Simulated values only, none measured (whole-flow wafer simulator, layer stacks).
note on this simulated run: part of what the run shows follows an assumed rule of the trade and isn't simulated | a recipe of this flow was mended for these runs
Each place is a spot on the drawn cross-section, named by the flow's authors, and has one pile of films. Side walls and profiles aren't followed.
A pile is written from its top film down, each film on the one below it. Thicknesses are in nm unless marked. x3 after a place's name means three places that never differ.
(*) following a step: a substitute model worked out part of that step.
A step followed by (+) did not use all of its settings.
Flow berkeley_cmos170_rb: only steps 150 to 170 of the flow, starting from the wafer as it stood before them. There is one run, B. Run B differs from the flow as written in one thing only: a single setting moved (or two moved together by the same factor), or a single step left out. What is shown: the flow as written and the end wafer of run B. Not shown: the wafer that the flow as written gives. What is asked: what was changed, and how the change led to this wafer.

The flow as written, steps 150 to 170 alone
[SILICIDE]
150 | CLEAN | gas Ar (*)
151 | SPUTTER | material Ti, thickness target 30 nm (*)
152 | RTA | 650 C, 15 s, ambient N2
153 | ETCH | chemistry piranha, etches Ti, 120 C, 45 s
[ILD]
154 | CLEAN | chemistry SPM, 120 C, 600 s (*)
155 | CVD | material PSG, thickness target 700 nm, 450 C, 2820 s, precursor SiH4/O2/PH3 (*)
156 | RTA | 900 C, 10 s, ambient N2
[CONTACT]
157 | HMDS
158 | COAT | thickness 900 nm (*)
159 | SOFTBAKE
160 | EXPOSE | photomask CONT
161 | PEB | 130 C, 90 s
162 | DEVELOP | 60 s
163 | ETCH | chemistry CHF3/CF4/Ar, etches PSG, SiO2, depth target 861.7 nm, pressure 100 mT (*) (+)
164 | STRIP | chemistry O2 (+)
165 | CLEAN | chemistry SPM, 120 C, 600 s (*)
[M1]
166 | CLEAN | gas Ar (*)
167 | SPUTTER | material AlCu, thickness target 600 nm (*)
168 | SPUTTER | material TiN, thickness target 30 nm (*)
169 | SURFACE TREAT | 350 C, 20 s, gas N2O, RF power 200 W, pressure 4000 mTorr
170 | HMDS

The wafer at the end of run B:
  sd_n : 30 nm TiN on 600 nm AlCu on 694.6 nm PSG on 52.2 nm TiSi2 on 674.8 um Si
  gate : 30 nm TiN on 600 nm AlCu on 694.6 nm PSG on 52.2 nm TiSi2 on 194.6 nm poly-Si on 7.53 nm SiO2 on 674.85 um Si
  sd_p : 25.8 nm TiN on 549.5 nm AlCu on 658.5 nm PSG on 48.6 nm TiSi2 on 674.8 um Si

The reason: step 151, SPUTTER: thickness target 28 nm was run, whereas the flow has thickness target 30 nm.

How this came from the change, step by step:
  151 | SPUTTER | material Ti, thickness target 30 nm (*)
      field, sd_n, spacer_n, gate, spacer_p, gate_p, contact, m1: Ti gains 28 (new film) (in the flow as written it would be: Ti gains 30 (new film))
      sd_p: Ti gains 26 (new film) (in the flow as written it would be: Ti gains 27.9 (new film))
  152 | RTA | 650 C, 15 s, ambient N2
      sd_p: Ti loses 20.3, TiSi2 C49 gains 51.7 (new film), Si loses 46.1 (in the flow as written it would be: Ti loses 21.8, TiSi first gains 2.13 (new film), TiSi2 C49 gains 52.2 (new film), Si loses 48)
      sd_n, contact, m1: Ti loses 21.8, TiSi first gains 2.3 (new film), TiSi2 C49 gains 52.1 (new film), Si loses 48 (in the flow as written it would be: Ti loses 23.4, TiSi first gains 6.2 (new film), TiSi2 C49 gains 50.3 (new film), Si loses 49)
      (also at 2 further places)
  153 | ETCH | chemistry piranha, etches Ti, 120 C, 45 s
      field, spacer_n, spacer_p: Ti loses 28 (all of it) (in the flow as written it would be: Ti loses 30 (all of it))
  156 | RTA | 900 C, 10 s, ambient N2
      sd_p: under 1 film: TiSi2 gains 48.6 (new film), TiSi2 C49 loses 51.6 (all of it) (in the flow as written it would be: under 1 film: TiSi2 gains 52 (new film), TiSi first loses 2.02 (all of it), TiSi2 C49 loses 52.2 (all of it), Si loses 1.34)
      sd_n, contact, m1: under 1 film: TiSi2 gains 52.2 (new film), TiSi first loses 2.2 (all of it), TiSi2 C49 loses 52.1 (all of it), Si loses 1.46 (in the flow as written it would be: under 1 film: TiSi2 gains 55.9 (new film), TiSi first loses 6.09 (all of it), TiSi2 C49 loses 50.3 (all of it), Si loses 4.05)
      (also at 2 further places)
